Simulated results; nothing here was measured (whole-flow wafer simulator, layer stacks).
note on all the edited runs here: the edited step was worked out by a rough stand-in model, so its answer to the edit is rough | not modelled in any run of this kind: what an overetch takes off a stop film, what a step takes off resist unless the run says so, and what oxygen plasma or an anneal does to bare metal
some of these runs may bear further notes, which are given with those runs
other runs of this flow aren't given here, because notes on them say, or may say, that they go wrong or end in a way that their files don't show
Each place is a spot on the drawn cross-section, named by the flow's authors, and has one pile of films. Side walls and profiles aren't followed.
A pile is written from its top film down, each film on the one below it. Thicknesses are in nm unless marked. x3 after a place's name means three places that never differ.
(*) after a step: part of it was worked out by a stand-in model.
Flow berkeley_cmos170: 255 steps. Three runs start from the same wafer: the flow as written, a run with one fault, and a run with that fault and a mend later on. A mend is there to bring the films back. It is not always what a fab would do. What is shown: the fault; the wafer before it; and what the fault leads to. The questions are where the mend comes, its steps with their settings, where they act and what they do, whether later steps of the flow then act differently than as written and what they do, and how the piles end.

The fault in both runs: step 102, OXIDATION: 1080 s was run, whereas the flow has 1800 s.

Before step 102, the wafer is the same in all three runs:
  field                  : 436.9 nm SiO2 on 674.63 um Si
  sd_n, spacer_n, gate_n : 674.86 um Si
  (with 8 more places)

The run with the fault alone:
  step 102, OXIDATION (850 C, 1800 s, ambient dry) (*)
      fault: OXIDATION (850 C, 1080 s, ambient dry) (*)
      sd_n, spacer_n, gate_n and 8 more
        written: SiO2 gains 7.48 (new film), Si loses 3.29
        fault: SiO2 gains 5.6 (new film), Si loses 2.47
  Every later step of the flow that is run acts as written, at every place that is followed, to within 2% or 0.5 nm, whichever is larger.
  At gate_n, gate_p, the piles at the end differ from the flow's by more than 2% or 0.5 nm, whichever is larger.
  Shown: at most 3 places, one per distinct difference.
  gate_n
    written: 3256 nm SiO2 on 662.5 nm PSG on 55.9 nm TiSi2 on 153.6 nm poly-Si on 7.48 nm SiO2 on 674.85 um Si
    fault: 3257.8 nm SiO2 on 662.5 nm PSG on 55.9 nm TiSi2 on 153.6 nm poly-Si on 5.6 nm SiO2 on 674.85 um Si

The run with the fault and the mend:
  The mend follows step 102.
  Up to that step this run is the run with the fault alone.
  step 102a, OXIDATION (850 C, 720 s, ambient dry) (*) (the flow's step 102, run once more with other settings)
      sd_n, spacer_n, gate_n and 8 more
        SiO2 gains 1.88, Si loses 0.83
      field
        SiO2 gains 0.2, Si loses 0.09
  Every later step of the flow that is run acts as written at every place that is followed.
  By the end, the piles equal the flow's at every place that both follow.
